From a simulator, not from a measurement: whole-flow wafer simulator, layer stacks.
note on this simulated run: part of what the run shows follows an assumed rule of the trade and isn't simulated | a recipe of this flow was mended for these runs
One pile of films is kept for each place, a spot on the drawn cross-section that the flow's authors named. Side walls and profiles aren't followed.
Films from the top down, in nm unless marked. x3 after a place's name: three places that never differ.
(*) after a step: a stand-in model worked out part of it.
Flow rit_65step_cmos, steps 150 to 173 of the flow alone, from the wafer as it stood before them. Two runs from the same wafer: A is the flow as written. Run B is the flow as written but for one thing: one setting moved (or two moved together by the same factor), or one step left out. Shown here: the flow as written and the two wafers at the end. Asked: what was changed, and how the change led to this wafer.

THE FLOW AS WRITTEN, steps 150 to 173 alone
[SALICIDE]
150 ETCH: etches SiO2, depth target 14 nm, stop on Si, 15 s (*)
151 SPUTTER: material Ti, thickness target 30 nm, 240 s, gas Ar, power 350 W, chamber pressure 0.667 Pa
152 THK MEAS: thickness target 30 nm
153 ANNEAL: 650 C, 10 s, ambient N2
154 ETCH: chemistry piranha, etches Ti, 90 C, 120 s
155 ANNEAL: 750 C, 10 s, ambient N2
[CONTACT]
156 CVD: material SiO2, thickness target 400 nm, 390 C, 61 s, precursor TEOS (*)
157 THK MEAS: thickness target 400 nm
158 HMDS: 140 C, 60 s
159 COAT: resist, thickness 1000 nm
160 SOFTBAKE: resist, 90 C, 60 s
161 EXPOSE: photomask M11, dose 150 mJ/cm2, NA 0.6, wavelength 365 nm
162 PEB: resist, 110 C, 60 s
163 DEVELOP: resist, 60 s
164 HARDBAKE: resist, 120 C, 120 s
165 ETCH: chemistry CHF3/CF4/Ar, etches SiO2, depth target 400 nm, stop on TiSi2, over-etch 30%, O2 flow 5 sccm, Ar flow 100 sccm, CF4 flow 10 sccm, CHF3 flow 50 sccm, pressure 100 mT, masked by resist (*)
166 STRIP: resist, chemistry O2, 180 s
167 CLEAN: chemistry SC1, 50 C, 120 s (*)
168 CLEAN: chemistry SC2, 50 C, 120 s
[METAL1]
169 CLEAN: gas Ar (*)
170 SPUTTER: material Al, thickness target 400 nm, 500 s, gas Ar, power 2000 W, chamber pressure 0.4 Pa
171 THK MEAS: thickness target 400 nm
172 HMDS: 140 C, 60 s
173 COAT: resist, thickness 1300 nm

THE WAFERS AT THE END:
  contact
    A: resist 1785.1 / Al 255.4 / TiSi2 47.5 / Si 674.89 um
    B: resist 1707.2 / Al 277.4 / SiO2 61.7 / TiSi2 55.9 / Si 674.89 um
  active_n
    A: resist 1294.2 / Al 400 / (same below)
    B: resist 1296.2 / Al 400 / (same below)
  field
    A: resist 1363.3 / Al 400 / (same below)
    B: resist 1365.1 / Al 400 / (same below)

The cause: step 165, ETCH: depth target 256 nm was run, where the flow has depth target 400 nm.

How the change led to this, step by step:
  165 ETCH: chemistry CHF3/CF4/Ar, etches SiO2, depth target 400 nm, stop on TiSi2, over-etch 30%, O2 flow 5 sccm, Ar flow 100 sccm, CF4 flow 10 sccm, CHF3 flow 50 sccm, pressure 100 mT, masked by resist (*)
      contact: A SiO2 -400 (all of it), TiSi2 -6 | B SiO2 -332.8
      field, field_pw, field_nw and 10 more: A resist -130 | B resist -83.2
  166 STRIP: resist, chemistry O2, 180 s
      active_n, active_p: A resist -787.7 (all of it) | B resist -834.5 (all of it)
      field: A resist -847 (all of it) | B resist -893.8 (all of it)
      (and at 10 more places)
  169 CLEAN: gas Ar (*)
      contact: A TiSi2 -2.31 | B SiO2 -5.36
  170 SPUTTER: material Al, thickness target 400 nm, 500 s, gas Ar, power 2000 W, chamber pressure 0.4 Pa
      contact: A Al +255.4 (new film) | B Al +277.4 (new film)
  173 COAT: resist, thickness 1300 nm
      contact: A resist +1785.1 (new film) | B resist +1707.2 (new film)
